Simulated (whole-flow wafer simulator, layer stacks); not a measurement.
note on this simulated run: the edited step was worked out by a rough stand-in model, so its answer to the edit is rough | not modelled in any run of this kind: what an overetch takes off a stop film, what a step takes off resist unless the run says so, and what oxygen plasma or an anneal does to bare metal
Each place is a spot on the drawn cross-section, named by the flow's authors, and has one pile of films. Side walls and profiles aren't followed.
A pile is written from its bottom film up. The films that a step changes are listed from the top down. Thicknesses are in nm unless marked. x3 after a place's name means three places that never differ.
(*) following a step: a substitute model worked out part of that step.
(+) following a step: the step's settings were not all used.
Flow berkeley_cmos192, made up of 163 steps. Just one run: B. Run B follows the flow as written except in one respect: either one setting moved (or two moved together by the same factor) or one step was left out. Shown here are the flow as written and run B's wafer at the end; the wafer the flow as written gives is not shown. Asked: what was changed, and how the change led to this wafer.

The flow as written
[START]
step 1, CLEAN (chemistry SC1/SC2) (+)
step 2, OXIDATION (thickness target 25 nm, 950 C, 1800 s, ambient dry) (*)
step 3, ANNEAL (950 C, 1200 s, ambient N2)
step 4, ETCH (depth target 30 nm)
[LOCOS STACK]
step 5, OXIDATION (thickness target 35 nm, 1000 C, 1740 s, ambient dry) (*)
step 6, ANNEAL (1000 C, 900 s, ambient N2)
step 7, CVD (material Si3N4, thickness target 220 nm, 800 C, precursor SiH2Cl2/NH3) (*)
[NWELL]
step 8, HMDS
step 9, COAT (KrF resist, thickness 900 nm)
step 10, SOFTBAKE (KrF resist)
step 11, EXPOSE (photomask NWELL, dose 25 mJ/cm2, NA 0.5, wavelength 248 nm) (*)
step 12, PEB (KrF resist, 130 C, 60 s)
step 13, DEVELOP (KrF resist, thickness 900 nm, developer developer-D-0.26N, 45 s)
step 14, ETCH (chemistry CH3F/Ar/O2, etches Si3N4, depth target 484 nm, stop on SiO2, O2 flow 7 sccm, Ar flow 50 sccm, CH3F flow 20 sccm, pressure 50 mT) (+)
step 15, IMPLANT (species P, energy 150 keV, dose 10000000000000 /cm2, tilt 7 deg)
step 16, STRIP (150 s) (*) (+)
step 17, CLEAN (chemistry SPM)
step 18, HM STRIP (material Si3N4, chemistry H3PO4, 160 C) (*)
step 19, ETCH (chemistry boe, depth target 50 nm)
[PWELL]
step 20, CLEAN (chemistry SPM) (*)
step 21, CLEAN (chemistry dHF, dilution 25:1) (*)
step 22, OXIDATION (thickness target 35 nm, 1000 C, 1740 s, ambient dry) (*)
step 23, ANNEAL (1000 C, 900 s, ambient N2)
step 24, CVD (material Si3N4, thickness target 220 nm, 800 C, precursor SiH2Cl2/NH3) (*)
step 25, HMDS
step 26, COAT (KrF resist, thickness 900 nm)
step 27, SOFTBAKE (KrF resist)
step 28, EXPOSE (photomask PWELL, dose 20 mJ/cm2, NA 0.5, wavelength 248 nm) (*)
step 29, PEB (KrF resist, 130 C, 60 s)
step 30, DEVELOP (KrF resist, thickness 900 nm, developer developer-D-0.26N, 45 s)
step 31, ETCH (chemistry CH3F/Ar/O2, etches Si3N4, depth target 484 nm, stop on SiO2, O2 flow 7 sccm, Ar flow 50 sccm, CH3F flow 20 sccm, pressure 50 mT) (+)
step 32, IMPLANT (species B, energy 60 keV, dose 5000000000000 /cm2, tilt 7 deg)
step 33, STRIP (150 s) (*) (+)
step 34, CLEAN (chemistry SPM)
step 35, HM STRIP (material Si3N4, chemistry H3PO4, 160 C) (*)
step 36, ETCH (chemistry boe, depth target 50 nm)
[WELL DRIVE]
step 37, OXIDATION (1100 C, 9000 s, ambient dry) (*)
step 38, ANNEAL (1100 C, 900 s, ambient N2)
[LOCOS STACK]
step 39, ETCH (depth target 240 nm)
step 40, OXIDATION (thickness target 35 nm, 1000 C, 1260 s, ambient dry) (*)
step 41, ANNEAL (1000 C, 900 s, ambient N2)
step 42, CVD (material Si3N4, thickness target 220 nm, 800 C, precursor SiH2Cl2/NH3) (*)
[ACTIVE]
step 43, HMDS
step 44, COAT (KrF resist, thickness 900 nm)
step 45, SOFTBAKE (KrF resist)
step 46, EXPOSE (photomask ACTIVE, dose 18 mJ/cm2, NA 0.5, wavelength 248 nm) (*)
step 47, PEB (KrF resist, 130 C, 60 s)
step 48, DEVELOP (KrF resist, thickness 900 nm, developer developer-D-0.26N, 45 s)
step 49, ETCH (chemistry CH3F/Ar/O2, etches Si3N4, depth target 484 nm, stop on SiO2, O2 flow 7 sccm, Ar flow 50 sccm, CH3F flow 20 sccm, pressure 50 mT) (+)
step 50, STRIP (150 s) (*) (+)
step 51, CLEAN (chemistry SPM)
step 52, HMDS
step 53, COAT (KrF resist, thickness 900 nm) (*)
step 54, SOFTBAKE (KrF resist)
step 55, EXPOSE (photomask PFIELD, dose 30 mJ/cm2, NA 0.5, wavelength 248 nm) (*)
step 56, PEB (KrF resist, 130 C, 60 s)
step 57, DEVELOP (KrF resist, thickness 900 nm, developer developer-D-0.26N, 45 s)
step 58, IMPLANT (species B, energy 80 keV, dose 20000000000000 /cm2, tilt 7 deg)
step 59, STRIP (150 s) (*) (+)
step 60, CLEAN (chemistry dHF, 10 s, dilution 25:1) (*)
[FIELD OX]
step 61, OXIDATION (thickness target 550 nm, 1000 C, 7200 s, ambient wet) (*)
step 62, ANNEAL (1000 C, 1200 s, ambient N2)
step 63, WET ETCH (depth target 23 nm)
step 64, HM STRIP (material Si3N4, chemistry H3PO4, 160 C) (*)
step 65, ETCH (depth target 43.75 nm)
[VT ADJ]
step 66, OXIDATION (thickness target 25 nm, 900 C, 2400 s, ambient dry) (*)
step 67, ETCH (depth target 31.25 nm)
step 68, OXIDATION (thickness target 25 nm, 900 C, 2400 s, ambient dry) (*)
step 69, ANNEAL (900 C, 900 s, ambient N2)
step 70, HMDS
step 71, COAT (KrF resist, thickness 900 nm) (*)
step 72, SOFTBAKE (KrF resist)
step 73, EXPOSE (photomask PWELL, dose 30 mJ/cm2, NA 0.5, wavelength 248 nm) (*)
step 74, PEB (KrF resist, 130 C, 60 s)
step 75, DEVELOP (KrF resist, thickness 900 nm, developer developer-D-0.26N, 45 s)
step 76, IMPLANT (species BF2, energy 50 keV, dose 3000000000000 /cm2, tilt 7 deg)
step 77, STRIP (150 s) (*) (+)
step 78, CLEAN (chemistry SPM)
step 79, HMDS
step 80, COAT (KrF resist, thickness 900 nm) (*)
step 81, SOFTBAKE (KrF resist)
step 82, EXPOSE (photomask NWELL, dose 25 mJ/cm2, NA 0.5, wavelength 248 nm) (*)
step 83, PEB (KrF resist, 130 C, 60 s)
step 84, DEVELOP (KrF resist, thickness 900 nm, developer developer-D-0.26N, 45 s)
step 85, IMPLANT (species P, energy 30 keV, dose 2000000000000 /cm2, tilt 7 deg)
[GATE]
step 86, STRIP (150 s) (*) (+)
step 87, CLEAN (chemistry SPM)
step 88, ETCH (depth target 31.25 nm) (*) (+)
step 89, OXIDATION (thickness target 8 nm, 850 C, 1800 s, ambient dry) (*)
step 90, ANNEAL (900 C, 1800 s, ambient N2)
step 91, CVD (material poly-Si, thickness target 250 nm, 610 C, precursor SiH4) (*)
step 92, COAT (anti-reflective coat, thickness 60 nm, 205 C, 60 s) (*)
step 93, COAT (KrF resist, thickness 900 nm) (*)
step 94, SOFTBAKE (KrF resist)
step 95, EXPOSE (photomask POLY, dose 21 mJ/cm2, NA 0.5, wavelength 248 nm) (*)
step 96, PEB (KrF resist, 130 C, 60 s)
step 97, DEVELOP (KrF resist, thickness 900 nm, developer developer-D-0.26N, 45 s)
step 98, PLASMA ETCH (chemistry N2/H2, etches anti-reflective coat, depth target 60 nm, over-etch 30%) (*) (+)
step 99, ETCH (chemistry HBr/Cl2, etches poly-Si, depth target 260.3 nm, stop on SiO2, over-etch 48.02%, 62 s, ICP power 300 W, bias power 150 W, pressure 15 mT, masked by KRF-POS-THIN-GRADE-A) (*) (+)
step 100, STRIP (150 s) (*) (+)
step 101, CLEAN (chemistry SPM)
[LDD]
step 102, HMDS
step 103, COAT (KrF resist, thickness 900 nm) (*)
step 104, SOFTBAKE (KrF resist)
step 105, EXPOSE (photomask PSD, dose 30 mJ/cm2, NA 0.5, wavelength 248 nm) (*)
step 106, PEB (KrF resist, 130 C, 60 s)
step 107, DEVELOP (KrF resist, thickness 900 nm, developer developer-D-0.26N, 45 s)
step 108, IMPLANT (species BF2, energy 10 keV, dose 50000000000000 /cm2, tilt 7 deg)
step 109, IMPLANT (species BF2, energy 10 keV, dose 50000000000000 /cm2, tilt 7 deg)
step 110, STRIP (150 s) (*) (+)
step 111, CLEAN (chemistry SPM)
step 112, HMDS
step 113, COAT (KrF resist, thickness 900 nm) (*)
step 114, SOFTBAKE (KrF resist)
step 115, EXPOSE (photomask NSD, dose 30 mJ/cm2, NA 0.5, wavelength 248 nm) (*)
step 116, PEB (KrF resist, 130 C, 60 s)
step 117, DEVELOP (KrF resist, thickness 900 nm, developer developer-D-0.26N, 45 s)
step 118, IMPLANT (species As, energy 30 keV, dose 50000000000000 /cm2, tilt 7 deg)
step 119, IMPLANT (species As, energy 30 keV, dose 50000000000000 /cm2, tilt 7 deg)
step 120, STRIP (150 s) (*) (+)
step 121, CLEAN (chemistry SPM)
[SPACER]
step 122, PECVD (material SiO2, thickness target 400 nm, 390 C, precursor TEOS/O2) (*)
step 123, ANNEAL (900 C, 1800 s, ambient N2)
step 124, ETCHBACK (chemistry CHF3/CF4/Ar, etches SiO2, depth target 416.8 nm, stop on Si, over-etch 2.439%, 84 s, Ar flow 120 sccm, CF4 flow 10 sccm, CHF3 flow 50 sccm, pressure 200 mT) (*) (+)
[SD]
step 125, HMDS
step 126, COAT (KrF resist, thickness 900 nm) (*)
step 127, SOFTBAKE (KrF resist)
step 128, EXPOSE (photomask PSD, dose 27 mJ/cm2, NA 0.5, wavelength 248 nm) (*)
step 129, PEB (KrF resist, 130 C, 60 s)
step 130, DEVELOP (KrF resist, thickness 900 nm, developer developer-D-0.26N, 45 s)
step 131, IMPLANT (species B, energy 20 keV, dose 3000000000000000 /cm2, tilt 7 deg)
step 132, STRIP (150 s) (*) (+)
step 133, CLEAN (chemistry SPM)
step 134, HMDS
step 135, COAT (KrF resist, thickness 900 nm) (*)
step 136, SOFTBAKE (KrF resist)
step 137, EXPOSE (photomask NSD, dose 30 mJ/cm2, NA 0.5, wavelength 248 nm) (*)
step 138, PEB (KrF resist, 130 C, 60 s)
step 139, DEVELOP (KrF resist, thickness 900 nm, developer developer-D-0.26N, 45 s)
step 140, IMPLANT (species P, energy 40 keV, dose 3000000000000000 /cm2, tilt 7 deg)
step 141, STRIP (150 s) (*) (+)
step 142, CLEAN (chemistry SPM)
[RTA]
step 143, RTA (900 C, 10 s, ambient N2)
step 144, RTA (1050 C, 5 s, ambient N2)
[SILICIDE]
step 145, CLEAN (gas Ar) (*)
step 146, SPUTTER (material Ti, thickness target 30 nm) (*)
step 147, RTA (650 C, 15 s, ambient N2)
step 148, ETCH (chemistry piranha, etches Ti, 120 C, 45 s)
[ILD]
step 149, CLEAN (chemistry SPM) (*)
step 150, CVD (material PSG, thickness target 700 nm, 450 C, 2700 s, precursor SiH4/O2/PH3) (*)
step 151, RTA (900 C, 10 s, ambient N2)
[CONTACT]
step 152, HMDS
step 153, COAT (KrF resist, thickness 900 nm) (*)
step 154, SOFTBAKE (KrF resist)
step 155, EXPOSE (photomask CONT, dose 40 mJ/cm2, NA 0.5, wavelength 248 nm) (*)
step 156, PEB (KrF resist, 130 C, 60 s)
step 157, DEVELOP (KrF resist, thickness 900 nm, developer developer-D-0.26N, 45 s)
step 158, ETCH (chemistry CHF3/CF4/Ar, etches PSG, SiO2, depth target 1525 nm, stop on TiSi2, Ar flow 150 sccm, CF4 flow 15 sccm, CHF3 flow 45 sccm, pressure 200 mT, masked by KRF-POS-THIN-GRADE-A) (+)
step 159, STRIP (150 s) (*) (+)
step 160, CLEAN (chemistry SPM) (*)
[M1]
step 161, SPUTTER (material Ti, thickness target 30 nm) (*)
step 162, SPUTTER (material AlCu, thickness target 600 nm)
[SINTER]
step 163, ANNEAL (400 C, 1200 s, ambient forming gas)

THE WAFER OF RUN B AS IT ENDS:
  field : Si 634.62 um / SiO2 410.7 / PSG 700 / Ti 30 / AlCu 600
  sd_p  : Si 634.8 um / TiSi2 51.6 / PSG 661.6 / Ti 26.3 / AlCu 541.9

Cause: step 88, ETCH: depth target 15.62 nm was run, while the flow as written has depth target 31.25 nm.

Step by step, how the change led to this:
  step 88, ETCH (depth target 31.25 nm) (*) (+)
      field: SiO2 loses 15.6 (it would be, as written: SiO2 loses 31.2)
  step 92, COAT (anti-reflective coat, thickness 60 nm, 205 C, 60 s) (*)
      sd_n: anti-reflective coat gains 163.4 (new film) (it would be, as written: anti-reflective coat gains 152.4 (new film))
      spacer_n: anti-reflective coat gains 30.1 (new film) (it would be, as written: anti-reflective coat gains 33.8 (new film))
      (as well as at 6 more places)
  step 98, PLASMA ETCH (chemistry N2/H2, etches anti-reflective coat, depth target 60 nm, over-etch 30%) (*) (+)
      sd_n: anti-reflective coat loses 163.4 (all of it), poly-Si loses 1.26 (it would be, as written: anti-reflective coat loses 152.4 (all of it), poly-Si loses 1.17)
      spacer_n: anti-reflective coat loses 30.1 (all of it), poly-Si loses 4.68 (it would be, as written: anti-reflective coat loses 33.8 (all of it), poly-Si loses 4.21)
      (as well as at 4 more places)
  step 100, STRIP (150 s) (*) (+)
      gate: chemical SiO2 gains 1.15 (new film), KrF resist loses 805 (all of it), anti-reflective coat loses 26 (all of it), poly-Si loses 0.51 (it would be, as written: chemical SiO2 gains 1.15 (new film), KrF resist loses 791.8 (all of it), anti-reflective coat loses 30 (all of it), poly-Si loses 0.51)
      gate_p: chemical SiO2 gains 1.15 (new film), KrF resist loses 773.7 (all of it), anti-reflective coat loses 28.2 (all of it), poly-Si loses 0.51 (it would be, as written: chemical SiO2 gains 1.15 (new film), KrF resist loses 765.1 (all of it), anti-reflective coat loses 31 (all of it), poly-Si loses 0.51)
  step 147, RTA (650 C, 15 s, ambient N2)
      sd_p: Ti loses 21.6, TiSi first gains 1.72 (new film), TiSi2 C49 gains 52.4 (new film), Si loses 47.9 (it would be, as written: Ti loses 21.9, TiSi first gains 2.35 (new film), TiSi2 C49 gains 52.1 (new film), Si loses 48.1)
  step 151, RTA (900 C, 10 s, ambient N2)
      sd_p: under 1 film: TiSi2 gains 51.6 (new film), TiSi first loses 1.62 (all of it), TiSi2 C49 loses 52.4 (all of it), Si loses 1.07 (it would be, as written: under 1 film: TiSi2 gains 52.2 (new film), TiSi first loses 2.25 (all of it), TiSi2 C49 loses 52.1 (all of it), Si loses 1.5)
